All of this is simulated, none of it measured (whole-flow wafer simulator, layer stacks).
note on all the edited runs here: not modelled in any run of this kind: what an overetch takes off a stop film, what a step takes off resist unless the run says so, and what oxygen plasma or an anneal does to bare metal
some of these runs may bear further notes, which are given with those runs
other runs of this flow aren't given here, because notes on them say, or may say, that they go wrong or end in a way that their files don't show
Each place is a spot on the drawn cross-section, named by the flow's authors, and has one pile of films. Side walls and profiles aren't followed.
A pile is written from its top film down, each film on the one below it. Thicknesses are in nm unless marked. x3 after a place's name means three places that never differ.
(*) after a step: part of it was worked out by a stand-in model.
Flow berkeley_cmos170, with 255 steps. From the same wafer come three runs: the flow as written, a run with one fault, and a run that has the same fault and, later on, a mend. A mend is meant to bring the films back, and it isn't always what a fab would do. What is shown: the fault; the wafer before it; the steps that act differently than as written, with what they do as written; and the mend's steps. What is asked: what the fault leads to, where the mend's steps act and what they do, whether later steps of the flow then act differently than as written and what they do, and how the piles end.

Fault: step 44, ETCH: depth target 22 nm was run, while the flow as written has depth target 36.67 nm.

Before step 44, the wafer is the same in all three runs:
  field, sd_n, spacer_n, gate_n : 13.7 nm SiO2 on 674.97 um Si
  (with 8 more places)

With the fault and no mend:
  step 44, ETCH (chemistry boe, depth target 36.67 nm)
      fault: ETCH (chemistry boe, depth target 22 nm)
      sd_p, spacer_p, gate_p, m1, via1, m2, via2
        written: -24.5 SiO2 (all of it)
        fault: -22 SiO2
  Later steps of the flow acting differently than as written (not shown: 50 more steps that differ only slightly, by at most 2% or 0.5 nm, whichever is larger):
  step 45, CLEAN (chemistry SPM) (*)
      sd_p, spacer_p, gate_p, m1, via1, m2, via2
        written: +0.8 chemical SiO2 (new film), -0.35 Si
        fault: nothing
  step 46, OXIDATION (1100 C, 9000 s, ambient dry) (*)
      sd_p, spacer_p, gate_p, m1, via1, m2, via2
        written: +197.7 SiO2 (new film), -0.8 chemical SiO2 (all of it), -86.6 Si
        fault: +195.4 SiO2, -86 Si
  When the end is reached, the piles differ only a little from the flow's at the places that both follow, at most by 2% or 0.5 nm, whichever is larger.

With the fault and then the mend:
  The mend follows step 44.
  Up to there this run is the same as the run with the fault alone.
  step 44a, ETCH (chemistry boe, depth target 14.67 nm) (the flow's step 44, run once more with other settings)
      sd_p, spacer_p, gate_p, m1, via1, m2, via2
        -2.49 SiO2 (all of it)
  Every later step of the flow that is run acts as written at every place that is followed.
  By the end, the piles equal the flow's at every place that both follow.
